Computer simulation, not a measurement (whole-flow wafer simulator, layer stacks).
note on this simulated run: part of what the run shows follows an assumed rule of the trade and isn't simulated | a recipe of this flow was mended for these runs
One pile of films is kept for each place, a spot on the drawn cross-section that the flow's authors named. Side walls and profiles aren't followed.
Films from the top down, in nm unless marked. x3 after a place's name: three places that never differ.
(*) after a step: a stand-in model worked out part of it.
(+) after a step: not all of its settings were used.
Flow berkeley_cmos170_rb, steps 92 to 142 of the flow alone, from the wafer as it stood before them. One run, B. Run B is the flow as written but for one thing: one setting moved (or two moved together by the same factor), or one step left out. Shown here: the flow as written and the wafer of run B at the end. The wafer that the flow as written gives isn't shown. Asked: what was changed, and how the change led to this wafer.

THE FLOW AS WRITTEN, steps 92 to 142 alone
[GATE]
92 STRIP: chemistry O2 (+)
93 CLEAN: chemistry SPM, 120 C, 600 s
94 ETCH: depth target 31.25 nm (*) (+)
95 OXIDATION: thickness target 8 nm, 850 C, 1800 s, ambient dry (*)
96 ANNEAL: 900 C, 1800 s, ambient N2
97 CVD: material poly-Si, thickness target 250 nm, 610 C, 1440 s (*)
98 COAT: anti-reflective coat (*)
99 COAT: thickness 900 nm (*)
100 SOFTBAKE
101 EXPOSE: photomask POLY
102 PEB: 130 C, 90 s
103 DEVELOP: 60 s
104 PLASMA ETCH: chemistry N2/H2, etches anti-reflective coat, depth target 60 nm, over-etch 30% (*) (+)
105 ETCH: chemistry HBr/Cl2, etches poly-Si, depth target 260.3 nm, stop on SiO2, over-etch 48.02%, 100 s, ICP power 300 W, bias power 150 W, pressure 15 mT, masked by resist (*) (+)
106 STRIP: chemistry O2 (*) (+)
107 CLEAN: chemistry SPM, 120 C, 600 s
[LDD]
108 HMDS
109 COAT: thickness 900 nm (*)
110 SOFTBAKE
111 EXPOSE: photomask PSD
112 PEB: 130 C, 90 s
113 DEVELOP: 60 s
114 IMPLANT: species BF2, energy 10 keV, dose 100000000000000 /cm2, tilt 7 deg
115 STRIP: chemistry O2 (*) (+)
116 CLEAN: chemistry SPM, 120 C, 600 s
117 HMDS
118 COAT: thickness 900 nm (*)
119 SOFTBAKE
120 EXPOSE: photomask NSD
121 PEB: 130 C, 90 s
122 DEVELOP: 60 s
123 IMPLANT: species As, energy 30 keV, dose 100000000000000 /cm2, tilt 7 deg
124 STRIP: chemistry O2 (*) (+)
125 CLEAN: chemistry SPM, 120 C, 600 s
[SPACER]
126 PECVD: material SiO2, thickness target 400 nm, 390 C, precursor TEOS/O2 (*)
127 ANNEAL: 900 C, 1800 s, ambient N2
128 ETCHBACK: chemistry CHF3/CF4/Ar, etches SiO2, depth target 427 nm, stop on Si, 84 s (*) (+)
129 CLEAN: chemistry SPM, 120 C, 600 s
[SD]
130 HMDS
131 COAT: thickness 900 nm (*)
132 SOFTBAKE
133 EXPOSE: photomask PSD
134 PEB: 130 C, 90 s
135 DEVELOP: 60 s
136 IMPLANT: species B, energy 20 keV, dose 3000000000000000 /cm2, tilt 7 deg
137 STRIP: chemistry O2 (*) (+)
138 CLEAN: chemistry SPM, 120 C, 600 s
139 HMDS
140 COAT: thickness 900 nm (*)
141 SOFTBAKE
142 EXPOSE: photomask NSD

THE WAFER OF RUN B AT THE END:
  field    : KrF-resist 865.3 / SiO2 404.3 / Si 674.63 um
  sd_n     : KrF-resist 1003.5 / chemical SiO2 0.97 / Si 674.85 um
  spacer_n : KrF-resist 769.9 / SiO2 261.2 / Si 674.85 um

The cause: step 97, CVD: thickness target 280 nm was run, where the flow has thickness target 250 nm; step 97, CVD: 1613 s was run, where the flow has 1440 s.

How the change led to this, step by step:
  97 CVD: material poly-Si, thickness target 250 nm, 610 C, 1440 s (*)
      field, sd_n, spacer_n and 6 more: poly-Si +280 (new film) (as written it would be: poly-Si +250 (new film))
  105 ETCH: chemistry HBr/Cl2, etches poly-Si, depth target 260.3 nm, stop on SiO2, over-etch 48.02%, 100 s, ICP power 300 W, bias power 150 W, pressure 15 mT, masked by resist (*) (+)
      spacer_n, spacer_p: poly-Si -278.5 (all of it), SiO2 -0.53 (as written it would be: poly-Si -248.5 (all of it), SiO2 -1.53)
      field: poly-Si -275 (all of it), SiO2 -0.55 (as written it would be: poly-Si -245 (all of it), SiO2 -1.8)
      (and at 4 more places)
  109 COAT: thickness 900 nm (*)
      gate: KrF-resist +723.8 (new film) (as written it would be: KrF-resist +749.5 (new film))
      gate_p: KrF-resist +720 (new film) (as written it would be: KrF-resist +745.7 (new film))
  113 DEVELOP: 60 s
      gate_p: KrF-resist -718.5 (all of it) (as written it would be: KrF-resist -744.1 (all of it))
  115 STRIP: chemistry O2 (*) (+)
      gate: KrF-resist -707.4 (all of it), chemical SiO2 +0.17 (as written it would be: KrF-resist -733 (all of it), chemical SiO2 +0.17)
  118 COAT: thickness 900 nm (*)
      gate: KrF-resist +723.8 (new film) (as written it would be: KrF-resist +748.7 (new film))
      gate_p: KrF-resist +719.9 (new film) (as written it would be: KrF-resist +744.7 (new film))
  122 DEVELOP: 60 s
      gate: KrF-resist -722.2 (all of it) (as written it would be: KrF-resist -747.1 (all of it))
  124 STRIP: chemistry O2 (*) (+)
      gate_p: KrF-resist -703.4 (all of it), chemical SiO2 +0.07 (as written it would be: KrF-resist -728.2 (all of it), chemical SiO2 +0.07)
  128 ETCHBACK: chemistry CHF3/CF4/Ar, etches SiO2, depth target 427 nm, stop on Si, 84 s (*) (+)
      spacer_n, spacer_p: SiO2 -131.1 (as written it would be: SiO2 -160.1)
  131 COAT: thickness 900 nm (*)
      spacer_n: KrF-resist +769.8 (new film) (as written it would be: KrF-resist +791.7 (new film))
      gate: KrF-resist +749.3 (new film) (as written it would be: KrF-resist +770.7 (new film))
      (and at 2 more places)
  135 DEVELOP: 60 s
      spacer_p: KrF-resist -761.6 (all of it) (as written it would be: KrF-resist -783.4 (all of it))
      gate_p: KrF-resist -741 (all of it) (as written it would be: KrF-resist -762.3 (all of it))
  137 STRIP: chemistry O2 (*) (+)
      spacer_n: KrF-resist -753.2 (all of it) (as written it would be: KrF-resist -775.1 (all of it))
      gate: KrF-resist -732.8 (all of it), chemical SiO2 +0.17, poly-Si -0.07 (as written it would be: KrF-resist -754.1 (all of it), chemical SiO2 +0.17, poly-Si -0.08)
  140 COAT: thickness 900 nm (*)
      spacer_n: KrF-resist +769.9 (new film) (as written it would be: KrF-resist +791.4 (new film))
      gate: KrF-resist +749.3 (new film) (as written it would be: KrF-resist +770.4 (new film))
      (and at 2 more places)
